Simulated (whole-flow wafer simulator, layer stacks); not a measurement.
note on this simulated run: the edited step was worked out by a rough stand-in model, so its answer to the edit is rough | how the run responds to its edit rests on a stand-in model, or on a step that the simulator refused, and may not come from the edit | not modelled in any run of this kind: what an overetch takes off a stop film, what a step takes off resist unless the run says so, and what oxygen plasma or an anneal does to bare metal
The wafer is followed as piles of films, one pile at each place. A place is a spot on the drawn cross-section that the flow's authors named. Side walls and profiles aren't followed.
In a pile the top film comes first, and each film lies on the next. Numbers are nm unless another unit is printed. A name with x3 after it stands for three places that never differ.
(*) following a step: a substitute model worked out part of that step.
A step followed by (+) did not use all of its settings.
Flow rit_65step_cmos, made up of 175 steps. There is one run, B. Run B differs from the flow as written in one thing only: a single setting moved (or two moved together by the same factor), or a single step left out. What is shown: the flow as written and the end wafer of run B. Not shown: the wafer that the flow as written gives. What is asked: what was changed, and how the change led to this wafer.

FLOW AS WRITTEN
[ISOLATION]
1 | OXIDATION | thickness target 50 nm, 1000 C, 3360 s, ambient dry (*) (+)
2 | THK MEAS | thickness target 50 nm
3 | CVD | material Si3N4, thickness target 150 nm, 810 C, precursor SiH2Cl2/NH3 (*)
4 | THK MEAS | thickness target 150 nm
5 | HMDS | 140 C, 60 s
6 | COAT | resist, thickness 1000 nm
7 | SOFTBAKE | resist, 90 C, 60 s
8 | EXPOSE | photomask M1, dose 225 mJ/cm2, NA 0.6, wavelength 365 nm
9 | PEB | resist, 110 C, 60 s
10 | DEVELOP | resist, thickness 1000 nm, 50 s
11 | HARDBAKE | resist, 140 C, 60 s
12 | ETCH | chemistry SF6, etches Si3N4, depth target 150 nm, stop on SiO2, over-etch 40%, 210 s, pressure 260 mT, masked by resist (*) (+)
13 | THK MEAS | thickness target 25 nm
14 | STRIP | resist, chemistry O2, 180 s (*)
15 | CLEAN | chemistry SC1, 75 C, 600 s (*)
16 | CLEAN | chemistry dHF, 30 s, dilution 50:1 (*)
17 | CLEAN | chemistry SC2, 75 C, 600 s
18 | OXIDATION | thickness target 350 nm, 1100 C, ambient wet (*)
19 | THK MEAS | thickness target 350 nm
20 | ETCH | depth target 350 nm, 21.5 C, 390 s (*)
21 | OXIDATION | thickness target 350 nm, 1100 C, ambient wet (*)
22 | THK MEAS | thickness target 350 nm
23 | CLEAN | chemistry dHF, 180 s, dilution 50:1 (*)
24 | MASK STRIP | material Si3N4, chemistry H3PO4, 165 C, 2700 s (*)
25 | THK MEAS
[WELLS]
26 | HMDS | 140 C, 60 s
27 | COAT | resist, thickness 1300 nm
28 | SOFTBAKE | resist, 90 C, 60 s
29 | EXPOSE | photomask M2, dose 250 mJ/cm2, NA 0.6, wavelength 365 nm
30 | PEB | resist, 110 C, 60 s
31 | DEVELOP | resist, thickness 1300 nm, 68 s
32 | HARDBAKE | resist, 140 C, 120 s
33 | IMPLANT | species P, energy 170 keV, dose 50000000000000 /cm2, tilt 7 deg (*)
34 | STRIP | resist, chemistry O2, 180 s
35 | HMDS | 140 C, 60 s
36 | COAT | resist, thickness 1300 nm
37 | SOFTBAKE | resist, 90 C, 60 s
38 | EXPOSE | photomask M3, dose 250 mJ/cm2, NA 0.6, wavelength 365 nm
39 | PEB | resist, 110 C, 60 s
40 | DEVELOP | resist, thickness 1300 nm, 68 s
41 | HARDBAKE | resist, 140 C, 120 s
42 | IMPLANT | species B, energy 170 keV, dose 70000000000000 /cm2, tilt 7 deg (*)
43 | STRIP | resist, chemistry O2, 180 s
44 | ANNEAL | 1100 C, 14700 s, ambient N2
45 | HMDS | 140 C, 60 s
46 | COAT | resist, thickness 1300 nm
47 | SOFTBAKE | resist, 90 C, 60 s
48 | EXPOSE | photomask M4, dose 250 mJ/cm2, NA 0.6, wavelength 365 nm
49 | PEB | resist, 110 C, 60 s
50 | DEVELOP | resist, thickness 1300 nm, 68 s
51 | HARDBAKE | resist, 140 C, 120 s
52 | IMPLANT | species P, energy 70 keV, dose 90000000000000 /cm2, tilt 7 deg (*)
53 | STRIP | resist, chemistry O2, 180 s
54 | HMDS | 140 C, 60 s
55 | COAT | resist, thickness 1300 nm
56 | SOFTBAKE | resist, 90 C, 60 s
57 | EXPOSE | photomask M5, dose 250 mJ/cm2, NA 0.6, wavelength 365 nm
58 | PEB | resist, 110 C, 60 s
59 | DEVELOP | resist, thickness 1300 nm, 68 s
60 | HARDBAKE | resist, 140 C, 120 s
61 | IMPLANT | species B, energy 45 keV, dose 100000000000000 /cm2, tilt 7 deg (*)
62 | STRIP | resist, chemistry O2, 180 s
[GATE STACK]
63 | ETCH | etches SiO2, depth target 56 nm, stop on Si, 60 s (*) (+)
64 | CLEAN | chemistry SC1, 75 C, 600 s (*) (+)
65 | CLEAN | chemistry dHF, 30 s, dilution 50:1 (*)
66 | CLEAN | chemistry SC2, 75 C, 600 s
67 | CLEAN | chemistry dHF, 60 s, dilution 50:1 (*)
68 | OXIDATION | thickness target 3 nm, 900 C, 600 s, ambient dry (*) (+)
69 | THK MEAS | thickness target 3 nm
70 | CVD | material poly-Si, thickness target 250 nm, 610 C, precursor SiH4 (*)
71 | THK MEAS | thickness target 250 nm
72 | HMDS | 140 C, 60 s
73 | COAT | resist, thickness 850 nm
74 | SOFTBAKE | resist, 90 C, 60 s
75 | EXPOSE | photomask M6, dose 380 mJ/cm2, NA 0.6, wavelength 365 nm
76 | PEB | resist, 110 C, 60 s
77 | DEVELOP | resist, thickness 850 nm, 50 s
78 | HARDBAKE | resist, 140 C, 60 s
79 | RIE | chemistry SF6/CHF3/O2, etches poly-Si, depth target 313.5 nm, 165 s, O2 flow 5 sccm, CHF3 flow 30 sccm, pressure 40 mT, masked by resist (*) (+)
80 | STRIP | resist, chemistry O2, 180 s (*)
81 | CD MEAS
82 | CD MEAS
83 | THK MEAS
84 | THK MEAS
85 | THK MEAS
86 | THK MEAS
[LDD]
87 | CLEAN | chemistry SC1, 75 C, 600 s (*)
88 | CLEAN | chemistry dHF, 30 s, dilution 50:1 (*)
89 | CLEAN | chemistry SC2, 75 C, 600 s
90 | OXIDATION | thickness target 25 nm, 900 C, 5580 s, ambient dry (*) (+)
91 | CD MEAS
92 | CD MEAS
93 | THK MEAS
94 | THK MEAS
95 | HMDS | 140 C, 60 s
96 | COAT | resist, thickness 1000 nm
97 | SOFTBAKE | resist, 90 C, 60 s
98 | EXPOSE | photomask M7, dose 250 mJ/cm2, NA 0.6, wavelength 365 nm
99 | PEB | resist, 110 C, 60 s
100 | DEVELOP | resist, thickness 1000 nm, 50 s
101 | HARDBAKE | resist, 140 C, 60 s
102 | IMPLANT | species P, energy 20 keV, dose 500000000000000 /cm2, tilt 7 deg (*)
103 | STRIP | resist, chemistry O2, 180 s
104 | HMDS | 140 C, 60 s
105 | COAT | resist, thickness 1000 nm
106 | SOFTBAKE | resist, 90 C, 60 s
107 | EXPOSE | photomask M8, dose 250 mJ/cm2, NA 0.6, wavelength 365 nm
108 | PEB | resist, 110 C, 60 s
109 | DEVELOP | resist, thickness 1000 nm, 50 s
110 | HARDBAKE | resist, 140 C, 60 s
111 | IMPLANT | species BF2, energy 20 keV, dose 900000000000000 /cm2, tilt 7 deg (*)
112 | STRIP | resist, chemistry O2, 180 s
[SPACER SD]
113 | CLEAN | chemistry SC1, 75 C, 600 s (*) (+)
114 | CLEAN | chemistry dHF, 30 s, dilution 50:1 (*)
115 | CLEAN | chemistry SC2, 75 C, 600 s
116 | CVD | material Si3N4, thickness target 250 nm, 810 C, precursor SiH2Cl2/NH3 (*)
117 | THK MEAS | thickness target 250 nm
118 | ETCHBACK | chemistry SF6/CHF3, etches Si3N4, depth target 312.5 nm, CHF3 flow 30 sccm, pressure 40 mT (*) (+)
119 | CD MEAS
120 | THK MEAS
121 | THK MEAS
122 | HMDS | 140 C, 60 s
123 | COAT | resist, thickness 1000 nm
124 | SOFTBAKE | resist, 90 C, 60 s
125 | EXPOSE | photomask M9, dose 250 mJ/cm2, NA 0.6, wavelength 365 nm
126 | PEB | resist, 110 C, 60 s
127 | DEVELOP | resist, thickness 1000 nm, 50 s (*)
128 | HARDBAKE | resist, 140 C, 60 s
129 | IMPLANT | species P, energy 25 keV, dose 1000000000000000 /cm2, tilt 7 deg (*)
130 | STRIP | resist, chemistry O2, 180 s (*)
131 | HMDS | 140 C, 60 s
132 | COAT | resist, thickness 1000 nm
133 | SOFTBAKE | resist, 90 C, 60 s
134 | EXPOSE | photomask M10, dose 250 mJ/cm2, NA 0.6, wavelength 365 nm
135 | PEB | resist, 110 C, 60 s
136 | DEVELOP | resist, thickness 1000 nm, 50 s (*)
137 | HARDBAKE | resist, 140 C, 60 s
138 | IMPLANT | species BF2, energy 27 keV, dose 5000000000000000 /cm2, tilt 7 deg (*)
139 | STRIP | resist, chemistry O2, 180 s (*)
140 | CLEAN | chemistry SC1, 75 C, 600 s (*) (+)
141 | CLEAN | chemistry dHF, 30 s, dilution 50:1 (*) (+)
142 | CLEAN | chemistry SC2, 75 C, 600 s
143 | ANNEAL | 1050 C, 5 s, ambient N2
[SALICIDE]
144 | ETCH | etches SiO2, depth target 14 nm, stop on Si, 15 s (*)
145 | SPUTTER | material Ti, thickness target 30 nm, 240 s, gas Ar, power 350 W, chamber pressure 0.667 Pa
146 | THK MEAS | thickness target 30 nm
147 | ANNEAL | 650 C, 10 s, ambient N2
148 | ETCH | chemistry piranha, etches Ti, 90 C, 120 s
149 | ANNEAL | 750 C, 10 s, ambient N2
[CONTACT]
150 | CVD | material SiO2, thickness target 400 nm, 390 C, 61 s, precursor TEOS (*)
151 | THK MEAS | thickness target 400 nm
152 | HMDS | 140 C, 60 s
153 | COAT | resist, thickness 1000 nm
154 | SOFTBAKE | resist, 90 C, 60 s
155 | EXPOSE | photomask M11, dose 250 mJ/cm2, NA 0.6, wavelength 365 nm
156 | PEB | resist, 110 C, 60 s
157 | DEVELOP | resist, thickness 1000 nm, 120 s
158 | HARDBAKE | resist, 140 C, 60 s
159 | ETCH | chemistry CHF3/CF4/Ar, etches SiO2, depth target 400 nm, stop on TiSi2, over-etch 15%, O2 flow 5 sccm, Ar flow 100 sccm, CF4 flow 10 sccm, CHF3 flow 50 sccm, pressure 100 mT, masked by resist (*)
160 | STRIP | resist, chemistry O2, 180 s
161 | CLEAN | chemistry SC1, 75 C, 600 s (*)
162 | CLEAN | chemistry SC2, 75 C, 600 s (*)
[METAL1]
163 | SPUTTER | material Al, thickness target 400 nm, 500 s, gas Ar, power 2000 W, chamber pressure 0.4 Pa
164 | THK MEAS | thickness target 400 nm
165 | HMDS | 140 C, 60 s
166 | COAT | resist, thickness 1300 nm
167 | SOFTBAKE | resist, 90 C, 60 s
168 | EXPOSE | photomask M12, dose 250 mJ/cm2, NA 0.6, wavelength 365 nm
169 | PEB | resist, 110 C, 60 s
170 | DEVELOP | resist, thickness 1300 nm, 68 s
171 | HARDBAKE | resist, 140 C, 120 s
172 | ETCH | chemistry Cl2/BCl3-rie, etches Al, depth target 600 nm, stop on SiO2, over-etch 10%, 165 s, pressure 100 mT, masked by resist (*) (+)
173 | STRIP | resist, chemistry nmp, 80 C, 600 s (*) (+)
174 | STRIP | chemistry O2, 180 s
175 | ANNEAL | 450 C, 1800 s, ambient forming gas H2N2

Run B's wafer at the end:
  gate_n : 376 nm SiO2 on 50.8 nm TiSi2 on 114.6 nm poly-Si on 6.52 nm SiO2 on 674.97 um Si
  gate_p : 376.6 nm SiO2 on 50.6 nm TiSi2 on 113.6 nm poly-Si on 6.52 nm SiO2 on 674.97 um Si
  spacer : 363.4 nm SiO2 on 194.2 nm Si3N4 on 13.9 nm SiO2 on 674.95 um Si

The reason: step 68, OXIDATION: 510 s was run, while the flow as written has 600 s.

Step by step, how the change led to this:
  68 | OXIDATION | thickness target 3 nm, 900 C, 600 s, ambient dry (*) (+)
      active_n, active_p, gate_n and 7 more: SiO2 gains 6.52 (new film), Si loses 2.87 (in the flow as written it would be: SiO2 gains 7.17 (new film), Si loses 3.16)
  79 | RIE | chemistry SF6/CHF3/O2, etches poly-Si, depth target 313.5 nm, 165 s, O2 flow 5 sccm, CHF3 flow 30 sccm, pressure 40 mT, masked by resist (*) (+)
      active_n, active_p, spacer, spacer_p, sd_n, sd_p, contact, m1: poly-Si loses 250 (all of it), SiO2 loses 6.52 (all of it) (in the flow as written it would be: poly-Si loses 250 (all of it), SiO2 loses 7.17 (all of it))
